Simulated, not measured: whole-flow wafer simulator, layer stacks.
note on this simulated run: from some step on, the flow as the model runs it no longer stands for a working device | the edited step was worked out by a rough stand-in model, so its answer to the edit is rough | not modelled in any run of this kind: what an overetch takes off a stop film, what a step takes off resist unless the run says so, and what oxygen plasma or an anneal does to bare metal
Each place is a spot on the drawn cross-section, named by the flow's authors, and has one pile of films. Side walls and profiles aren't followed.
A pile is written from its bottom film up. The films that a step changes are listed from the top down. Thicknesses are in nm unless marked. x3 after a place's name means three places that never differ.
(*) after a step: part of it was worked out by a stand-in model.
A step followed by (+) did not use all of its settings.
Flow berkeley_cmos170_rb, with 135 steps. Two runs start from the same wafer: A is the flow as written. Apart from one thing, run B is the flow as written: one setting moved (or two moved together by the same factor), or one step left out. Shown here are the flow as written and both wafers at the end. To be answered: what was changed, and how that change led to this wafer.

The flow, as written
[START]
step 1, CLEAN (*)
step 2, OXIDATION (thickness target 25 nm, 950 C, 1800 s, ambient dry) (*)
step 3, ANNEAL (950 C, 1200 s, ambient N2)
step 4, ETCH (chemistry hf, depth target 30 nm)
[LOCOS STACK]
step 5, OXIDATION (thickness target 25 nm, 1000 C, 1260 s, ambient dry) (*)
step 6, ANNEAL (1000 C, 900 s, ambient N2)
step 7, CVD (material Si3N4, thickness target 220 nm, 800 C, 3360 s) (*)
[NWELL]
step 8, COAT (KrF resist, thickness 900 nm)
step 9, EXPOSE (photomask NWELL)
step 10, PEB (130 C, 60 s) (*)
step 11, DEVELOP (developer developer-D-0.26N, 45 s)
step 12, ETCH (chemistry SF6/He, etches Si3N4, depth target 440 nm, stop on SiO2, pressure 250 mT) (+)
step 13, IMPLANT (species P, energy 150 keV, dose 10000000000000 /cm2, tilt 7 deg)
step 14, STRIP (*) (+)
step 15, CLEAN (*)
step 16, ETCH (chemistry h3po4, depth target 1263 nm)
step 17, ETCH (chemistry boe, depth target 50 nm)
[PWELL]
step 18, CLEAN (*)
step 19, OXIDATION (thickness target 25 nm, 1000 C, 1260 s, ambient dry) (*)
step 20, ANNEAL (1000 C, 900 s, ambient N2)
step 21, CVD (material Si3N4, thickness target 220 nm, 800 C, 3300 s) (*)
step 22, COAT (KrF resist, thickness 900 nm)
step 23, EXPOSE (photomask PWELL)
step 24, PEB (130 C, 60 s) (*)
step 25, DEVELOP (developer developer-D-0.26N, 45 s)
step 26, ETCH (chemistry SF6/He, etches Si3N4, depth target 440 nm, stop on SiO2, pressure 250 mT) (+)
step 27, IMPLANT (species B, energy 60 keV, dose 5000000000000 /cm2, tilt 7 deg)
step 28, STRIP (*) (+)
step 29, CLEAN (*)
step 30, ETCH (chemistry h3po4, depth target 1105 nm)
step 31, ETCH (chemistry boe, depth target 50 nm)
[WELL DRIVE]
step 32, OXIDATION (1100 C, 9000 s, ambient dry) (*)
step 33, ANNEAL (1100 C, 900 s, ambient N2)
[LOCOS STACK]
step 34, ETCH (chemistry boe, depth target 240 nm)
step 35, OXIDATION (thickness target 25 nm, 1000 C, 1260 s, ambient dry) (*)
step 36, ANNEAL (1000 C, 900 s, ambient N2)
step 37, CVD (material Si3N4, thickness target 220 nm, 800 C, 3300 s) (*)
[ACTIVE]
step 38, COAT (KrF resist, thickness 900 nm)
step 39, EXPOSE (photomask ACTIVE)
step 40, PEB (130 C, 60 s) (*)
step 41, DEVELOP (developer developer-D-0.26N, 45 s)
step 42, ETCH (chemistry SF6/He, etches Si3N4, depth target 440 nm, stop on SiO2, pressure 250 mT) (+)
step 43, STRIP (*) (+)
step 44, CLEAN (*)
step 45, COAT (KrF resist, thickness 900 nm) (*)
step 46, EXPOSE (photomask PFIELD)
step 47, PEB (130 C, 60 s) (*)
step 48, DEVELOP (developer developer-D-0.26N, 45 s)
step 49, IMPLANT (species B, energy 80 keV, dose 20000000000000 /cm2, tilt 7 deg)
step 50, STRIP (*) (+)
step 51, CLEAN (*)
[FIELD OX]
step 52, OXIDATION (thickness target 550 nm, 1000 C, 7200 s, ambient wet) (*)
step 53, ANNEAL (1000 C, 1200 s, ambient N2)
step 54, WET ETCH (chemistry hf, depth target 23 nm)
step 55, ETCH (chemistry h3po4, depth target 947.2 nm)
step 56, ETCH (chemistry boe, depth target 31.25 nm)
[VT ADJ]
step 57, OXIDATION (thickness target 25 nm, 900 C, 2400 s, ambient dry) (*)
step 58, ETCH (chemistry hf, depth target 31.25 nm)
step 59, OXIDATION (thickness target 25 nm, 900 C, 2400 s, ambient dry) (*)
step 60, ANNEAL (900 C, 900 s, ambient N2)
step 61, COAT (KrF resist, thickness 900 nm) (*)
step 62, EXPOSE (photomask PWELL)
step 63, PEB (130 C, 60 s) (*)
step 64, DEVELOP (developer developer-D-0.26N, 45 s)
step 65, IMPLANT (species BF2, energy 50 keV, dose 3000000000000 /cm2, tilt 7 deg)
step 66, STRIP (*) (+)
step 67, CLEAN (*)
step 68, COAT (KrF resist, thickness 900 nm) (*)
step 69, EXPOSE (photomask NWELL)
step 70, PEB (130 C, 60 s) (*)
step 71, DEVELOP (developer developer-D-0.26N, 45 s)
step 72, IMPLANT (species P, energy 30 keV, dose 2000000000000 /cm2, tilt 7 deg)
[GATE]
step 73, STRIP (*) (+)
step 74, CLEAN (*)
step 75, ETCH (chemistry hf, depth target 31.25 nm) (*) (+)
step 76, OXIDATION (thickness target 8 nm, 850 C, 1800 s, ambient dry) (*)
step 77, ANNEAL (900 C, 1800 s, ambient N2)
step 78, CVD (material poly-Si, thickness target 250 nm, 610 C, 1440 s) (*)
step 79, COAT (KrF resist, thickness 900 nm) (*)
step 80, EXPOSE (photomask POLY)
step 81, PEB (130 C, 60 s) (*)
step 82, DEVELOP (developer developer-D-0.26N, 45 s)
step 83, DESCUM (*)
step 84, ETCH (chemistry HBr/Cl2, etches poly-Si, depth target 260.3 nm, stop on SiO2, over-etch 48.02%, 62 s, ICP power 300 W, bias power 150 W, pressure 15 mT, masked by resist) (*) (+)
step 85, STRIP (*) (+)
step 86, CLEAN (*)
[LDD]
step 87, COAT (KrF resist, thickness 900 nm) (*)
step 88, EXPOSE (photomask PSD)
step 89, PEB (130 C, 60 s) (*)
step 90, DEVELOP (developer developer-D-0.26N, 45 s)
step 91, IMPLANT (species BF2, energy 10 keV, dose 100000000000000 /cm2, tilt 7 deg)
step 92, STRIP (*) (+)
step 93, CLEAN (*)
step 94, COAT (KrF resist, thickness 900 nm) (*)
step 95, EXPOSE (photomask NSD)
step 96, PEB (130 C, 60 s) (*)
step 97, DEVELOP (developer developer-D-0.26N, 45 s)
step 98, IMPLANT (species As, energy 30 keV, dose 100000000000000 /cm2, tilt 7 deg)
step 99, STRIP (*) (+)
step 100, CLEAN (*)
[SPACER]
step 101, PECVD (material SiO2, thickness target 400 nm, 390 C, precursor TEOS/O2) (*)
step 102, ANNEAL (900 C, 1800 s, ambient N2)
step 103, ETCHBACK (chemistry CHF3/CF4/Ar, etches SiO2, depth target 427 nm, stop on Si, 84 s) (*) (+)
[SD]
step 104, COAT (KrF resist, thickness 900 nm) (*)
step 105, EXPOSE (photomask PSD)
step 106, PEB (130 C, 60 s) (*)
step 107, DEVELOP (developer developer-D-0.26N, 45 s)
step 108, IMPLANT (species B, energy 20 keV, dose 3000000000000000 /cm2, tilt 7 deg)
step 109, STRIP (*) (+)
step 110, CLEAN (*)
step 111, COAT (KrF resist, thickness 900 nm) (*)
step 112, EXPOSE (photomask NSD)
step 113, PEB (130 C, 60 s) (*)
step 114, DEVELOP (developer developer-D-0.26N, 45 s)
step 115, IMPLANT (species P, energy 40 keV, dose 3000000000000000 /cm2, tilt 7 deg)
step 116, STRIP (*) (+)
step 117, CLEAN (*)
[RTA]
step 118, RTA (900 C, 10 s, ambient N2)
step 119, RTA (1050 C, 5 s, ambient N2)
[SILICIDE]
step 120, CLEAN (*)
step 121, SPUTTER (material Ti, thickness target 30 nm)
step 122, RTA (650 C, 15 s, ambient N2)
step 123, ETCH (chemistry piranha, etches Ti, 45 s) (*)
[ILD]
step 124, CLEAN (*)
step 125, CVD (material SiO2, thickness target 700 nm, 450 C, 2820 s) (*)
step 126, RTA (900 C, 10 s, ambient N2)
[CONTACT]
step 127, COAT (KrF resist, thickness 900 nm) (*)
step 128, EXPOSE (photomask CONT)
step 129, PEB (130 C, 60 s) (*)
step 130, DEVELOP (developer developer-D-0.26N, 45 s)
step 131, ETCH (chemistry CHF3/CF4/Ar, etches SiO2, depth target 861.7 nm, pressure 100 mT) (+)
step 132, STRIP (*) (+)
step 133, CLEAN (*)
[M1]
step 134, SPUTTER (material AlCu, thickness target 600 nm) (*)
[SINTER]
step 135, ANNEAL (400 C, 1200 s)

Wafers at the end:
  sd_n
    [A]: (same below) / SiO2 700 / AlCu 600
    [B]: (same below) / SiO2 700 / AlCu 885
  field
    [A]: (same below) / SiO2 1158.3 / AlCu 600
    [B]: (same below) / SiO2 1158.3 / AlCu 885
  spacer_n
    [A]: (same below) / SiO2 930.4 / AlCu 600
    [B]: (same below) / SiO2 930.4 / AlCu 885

What caused this: step 134, SPUTTER: thickness target 885 nm was run, while the flow as written has thickness target 600 nm.
The wafer itself shows it: sd_n has AlCu 885, and step 134 as written asks for 600 nm.

Step by step, how the change led to this:
  step 134, SPUTTER (material AlCu, thickness target 600 nm) (*)
      field, sd_n, spacer_n, gate, spacer_p, gate_p, m1: A AlCu gains 600 (new film) | B AlCu gains 885 (new film)
      sd_p: A AlCu gains 545.9 (new film) | B AlCu gains 820.6 (new film)
      (as well as at 1 more place)
